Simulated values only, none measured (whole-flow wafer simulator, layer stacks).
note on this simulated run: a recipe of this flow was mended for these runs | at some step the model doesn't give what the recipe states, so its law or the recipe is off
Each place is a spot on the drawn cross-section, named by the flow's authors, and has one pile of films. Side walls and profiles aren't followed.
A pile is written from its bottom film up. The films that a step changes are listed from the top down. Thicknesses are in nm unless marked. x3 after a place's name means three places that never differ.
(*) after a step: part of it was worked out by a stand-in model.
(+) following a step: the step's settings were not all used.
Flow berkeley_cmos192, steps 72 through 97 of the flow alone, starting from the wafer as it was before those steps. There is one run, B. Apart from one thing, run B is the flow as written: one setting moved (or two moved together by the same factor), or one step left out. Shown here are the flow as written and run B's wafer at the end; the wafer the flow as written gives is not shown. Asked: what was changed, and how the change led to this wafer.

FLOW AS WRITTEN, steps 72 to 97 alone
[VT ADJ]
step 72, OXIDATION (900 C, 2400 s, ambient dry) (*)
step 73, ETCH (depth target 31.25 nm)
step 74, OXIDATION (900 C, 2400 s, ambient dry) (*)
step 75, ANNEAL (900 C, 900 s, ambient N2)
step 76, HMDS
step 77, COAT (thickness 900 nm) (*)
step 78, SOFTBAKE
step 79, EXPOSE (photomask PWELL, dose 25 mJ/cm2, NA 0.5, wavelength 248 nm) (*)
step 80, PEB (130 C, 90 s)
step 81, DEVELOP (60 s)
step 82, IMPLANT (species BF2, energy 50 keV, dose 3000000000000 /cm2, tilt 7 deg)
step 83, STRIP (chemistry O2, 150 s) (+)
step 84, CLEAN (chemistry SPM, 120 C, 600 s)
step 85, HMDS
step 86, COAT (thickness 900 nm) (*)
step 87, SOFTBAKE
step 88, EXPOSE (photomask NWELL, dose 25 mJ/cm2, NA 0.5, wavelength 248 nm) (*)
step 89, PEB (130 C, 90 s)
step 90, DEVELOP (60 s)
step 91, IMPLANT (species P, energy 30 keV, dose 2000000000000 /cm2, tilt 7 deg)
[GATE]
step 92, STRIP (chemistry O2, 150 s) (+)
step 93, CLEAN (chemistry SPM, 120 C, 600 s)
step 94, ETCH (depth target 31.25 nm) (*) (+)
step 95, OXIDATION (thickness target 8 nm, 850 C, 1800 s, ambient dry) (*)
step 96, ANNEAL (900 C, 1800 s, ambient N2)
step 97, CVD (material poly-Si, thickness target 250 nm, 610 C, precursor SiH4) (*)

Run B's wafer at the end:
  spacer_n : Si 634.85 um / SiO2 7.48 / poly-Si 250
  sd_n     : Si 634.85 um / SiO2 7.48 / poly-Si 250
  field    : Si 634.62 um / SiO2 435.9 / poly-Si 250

The reason: step 73, ETCH: depth target 10.94 nm was run, though the flow has depth target 31.25 nm.

How this came from the change, step by step:
  step 73, ETCH (depth target 31.25 nm)
      sd_n, spacer_n, gate, sd_p, spacer_p, gate_p, contact, m1: SiO2 loses 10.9 (in the flow as written it would be: SiO2 loses 14.9 (all of it))
      field: SiO2 loses 10.9 (in the flow as written it would be: SiO2 loses 31.2)
  step 74, OXIDATION (900 C, 2400 s, ambient dry) (*)
      sd_n, spacer_n, gate, sd_p, spacer_p, gate_p, contact, m1: SiO2 gains 11.8, Si loses 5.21 (in the flow as written it would be: SiO2 gains 14.9 (new film), Si loses 6.57)
  step 94, ETCH (depth target 31.25 nm) (*) (+)
      sd_n, spacer_n, gate, sd_p, spacer_p, gate_p, contact, m1: SiO2 loses 15.8 (all of it) (in the flow as written it would be: SiO2 loses 14.9 (all of it))
